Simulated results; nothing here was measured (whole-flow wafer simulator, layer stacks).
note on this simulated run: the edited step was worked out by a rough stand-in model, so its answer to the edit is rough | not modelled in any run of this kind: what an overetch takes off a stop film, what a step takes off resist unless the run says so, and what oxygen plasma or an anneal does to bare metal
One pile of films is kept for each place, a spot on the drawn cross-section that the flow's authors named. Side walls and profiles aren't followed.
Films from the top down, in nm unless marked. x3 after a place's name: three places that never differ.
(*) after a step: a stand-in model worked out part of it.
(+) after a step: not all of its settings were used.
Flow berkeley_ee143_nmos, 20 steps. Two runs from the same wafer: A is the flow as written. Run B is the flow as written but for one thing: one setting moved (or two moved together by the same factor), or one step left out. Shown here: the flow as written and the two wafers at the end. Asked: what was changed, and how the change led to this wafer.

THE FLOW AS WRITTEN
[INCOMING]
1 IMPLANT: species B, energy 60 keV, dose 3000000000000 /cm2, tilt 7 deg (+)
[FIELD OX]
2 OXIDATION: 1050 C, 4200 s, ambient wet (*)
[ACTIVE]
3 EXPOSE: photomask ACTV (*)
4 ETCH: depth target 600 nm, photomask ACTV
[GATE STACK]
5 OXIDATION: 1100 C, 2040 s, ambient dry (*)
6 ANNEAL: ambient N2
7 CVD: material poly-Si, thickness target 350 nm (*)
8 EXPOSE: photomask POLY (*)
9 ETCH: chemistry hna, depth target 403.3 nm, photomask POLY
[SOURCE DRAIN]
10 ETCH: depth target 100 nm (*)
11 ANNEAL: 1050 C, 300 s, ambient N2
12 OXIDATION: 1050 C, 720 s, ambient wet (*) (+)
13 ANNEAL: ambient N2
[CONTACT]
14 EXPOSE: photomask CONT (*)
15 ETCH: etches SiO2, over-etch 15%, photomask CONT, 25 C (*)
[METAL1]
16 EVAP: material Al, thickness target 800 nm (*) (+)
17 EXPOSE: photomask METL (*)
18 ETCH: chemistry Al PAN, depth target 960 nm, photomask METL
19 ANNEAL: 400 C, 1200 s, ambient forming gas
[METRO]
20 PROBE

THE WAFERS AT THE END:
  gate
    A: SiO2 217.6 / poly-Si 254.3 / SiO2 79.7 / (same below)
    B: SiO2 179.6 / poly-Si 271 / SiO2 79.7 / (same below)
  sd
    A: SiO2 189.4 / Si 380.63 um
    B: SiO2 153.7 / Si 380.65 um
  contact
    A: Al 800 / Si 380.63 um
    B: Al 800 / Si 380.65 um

The cause: step 12, OXIDATION: 540 s was run, where the flow has 720 s.

How the change led to this, step by step:
  12 OXIDATION: 1050 C, 720 s, ambient wet (*) (+)
      sd, contact: A SiO2 +189.4 (new film), Si -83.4 | B SiO2 +153.7 (new film), Si -67.6
      gate: A SiO2 +217.6 (new film), poly-Si -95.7 | B SiO2 +179.6 (new film), poly-Si -79
      (and at 1 more place)
  15 ETCH: etches SiO2, over-etch 15%, photomask CONT, 25 C (*)
      contact: A SiO2 -189.4 (all of it) | B SiO2 -153.7 (all of it)
